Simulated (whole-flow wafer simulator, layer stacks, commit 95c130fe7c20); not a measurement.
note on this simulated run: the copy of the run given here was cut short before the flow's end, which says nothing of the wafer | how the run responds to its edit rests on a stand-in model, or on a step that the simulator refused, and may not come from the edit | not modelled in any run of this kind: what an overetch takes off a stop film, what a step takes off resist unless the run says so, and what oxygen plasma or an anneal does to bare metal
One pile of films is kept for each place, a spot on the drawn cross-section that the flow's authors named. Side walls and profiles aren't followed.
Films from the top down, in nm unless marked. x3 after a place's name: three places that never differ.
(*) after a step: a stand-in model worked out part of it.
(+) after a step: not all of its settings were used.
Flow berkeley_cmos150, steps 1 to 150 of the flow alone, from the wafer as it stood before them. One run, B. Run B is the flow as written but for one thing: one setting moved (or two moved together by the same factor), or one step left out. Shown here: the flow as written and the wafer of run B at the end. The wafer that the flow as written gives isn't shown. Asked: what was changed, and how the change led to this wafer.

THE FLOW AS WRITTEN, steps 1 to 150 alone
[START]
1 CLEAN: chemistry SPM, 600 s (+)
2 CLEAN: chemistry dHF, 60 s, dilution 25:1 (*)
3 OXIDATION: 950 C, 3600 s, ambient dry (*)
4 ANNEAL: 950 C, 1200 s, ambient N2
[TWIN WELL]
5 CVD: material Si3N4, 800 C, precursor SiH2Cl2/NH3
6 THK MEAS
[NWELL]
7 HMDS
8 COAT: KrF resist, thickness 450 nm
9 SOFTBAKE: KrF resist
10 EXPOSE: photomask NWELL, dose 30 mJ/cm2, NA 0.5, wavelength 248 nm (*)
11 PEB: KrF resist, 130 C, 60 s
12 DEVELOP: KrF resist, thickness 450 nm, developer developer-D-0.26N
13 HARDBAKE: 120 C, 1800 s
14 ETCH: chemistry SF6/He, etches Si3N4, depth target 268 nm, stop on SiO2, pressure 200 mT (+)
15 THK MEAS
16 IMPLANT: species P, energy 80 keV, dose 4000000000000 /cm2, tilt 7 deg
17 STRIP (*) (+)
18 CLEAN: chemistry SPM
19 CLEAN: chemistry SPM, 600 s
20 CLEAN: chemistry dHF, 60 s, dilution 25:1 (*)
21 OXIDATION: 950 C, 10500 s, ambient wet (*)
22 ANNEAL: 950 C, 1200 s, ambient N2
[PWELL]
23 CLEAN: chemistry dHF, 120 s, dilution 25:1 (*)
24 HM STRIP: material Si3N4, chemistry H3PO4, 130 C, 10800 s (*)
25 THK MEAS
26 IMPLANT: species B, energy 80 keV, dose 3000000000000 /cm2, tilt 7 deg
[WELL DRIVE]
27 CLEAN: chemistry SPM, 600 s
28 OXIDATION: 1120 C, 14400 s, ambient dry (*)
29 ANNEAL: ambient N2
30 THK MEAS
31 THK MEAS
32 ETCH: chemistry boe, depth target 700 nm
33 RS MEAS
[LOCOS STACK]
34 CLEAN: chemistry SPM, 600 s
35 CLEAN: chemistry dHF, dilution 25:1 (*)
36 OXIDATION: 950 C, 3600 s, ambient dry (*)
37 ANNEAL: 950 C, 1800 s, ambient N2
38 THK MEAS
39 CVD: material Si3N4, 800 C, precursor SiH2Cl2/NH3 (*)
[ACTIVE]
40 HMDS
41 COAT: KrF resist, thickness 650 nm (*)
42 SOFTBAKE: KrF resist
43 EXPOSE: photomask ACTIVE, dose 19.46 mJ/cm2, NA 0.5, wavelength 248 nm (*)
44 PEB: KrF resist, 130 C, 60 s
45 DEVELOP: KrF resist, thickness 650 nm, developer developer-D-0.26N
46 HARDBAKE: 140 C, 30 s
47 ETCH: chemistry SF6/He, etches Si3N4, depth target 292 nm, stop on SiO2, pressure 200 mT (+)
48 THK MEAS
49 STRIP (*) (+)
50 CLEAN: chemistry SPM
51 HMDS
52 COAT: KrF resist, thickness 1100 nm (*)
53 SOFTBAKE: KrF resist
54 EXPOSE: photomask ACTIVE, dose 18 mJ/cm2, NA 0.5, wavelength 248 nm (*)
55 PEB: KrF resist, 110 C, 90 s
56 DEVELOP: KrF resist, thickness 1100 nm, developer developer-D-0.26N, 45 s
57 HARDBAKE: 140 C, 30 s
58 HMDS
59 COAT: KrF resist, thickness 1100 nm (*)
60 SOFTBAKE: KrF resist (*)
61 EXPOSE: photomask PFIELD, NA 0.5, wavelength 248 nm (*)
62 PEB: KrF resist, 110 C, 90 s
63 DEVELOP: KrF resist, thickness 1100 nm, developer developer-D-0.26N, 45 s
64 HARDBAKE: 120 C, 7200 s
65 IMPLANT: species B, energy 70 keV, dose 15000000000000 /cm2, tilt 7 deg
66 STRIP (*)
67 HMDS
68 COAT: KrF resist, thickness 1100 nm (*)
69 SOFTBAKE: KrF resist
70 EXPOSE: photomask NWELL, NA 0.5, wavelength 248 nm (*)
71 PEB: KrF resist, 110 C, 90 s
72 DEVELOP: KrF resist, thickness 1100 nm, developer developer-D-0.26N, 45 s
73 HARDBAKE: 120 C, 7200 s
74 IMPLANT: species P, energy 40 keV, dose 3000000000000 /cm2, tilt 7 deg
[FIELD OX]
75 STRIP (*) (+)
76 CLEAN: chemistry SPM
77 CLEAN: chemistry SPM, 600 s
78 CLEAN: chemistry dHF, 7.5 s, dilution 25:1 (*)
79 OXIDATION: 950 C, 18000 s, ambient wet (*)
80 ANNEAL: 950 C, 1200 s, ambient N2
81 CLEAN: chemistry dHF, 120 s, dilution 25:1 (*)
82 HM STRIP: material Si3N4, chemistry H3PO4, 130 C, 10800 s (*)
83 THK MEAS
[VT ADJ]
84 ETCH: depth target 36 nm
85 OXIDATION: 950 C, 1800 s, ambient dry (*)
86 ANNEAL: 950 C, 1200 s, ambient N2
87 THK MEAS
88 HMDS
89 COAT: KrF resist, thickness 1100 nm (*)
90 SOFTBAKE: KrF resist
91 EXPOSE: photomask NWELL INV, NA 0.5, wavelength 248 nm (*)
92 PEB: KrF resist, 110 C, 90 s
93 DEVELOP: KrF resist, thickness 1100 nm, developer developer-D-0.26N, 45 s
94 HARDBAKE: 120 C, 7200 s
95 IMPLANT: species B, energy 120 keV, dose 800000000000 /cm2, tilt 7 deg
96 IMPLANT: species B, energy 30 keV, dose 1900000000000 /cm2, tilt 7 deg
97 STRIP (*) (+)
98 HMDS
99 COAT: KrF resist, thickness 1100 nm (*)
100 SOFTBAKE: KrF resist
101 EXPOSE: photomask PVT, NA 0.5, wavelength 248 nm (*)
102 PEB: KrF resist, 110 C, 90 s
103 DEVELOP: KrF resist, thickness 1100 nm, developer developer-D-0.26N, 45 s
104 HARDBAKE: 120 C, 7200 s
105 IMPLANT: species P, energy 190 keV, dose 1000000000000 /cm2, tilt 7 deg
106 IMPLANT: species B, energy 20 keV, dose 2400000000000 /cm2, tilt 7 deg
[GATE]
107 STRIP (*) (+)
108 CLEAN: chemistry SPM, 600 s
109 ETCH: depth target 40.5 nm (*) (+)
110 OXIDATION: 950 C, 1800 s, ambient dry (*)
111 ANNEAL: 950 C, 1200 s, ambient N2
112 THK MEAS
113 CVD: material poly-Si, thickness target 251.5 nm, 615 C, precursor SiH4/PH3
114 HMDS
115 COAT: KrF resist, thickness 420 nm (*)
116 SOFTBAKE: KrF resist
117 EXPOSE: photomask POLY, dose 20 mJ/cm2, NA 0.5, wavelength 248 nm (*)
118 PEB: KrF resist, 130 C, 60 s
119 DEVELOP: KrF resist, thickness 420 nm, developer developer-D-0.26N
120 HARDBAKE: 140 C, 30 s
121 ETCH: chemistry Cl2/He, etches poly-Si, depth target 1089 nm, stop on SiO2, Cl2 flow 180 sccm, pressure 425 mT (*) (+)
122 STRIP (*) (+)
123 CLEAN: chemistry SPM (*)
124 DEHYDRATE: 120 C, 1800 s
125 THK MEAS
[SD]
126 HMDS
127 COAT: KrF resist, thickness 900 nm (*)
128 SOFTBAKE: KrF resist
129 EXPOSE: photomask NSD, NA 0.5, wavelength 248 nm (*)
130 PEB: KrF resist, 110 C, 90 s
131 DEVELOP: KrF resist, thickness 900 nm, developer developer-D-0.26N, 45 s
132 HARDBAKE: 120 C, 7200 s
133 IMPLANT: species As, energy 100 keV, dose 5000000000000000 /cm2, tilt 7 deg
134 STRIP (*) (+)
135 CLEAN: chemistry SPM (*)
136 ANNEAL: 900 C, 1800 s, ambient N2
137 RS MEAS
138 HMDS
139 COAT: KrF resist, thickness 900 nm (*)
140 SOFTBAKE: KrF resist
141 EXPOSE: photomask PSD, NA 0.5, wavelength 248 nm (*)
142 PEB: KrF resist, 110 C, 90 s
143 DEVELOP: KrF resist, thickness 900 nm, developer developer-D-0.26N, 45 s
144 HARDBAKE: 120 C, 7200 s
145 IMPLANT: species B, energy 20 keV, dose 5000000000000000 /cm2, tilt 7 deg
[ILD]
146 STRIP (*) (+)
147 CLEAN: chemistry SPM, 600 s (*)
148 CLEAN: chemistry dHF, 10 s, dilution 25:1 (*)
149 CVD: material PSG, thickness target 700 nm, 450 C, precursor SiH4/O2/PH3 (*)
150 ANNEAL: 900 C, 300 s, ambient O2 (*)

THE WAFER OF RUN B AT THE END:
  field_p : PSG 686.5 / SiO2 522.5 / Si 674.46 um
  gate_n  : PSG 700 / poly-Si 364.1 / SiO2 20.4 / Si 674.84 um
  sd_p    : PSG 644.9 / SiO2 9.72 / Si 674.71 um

The cause: step 113, CVD: thickness target 364.7 nm was run, where the flow has thickness target 251.5 nm.

How the change led to this, step by step:
  113 CVD: material poly-Si, thickness target 251.5 nm, 615 C, precursor SiH4/PH3
      field, field_p, sd_n, gate_n, sd_p, gate_p, contact, m1: poly-Si +364.7 (new film) (as written it would be: poly-Si +251.5 (new film))
  121 ETCH: chemistry Cl2/He, etches poly-Si, depth target 1089 nm, stop on SiO2, Cl2 flow 180 sccm, pressure 425 mT (*) (+)
      field, field_p, sd_n, sd_p, contact, m1: poly-Si -364.7 (all of it), SiO2 -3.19 (as written it would be: poly-Si -251.5 (all of it), SiO2 -3.19)
      gate_n, gate_p: KrF resist -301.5 (as written it would be: KrF resist -220.6)
  122 STRIP (*) (+)
      gate_n: chemical SiO2 +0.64 (new film), KrF resist -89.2 (all of it), poly-Si -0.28 (as written it would be: chemical SiO2 +0.57 (new film), KrF resist -169.8 (all of it), poly-Si -0.25)
      gate_p: chemical SiO2 +0.64 (new film), KrF resist -125.7 (all of it), poly-Si -0.28 (as written it would be: chemical SiO2 +0.57 (new film), KrF resist -206.4 (all of it), poly-Si -0.25)
  127 COAT: KrF resist, thickness 900 nm (*)
      gate_n: KrF resist +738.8 (new film) (as written it would be: KrF resist +819.9 (new film))
      gate_p: KrF resist +806.2 (new film) (as written it would be: KrF resist +888.9 (new film))
  130 PEB: KrF resist, 110 C, 90 s
      gate_n: KrF resist -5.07 (as written it would be: KrF resist -5.64)
      gate_p: KrF resist -5.54 (as written it would be: KrF resist -6.13)
  131 DEVELOP: KrF resist, thickness 900 nm, developer developer-D-0.26N, 45 s
      gate_n: KrF resist -733.7 (all of it) (as written it would be: KrF resist -814.3 (all of it))
  132 HARDBAKE: 120 C, 7200 s
      gate_p: KrF resist -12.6 (as written it would be: KrF resist -14)
  134 STRIP (*) (+)
      gate_p: KrF resist -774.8 (all of it), chemical SiO2 +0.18 (as written it would be: KrF resist -855.5 (all of it), chemical SiO2 +0.18)
  139 COAT: KrF resist, thickness 900 nm (*)
      gate_n: KrF resist +738.6 (new film) (as written it would be: KrF resist +819.8 (new film))
      gate_p: KrF resist +806.1 (new film) (as written it would be: KrF resist +888.9 (new film))
  142 PEB: KrF resist, 110 C, 90 s
      gate_n: KrF resist -5.07 (as written it would be: KrF resist -5.64)
      gate_p: KrF resist -5.54 (as written it would be: KrF resist -6.12)
  143 DEVELOP: KrF resist, thickness 900 nm, developer developer-D-0.26N, 45 s
      gate_p: KrF resist -800.6 (all of it) (as written it would be: KrF resist -882.7 (all of it))
  144 HARDBAKE: 120 C, 7200 s
      gate_n: KrF resist -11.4 (as written it would be: KrF resist -12.8)
  146 STRIP (*) (+)
      gate_n: KrF resist -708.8 (all of it), chemical SiO2 +0.07, poly-Si -0.03 (as written it would be: KrF resist -788 (all of it), chemical SiO2 +0.07, poly-Si -0.03)
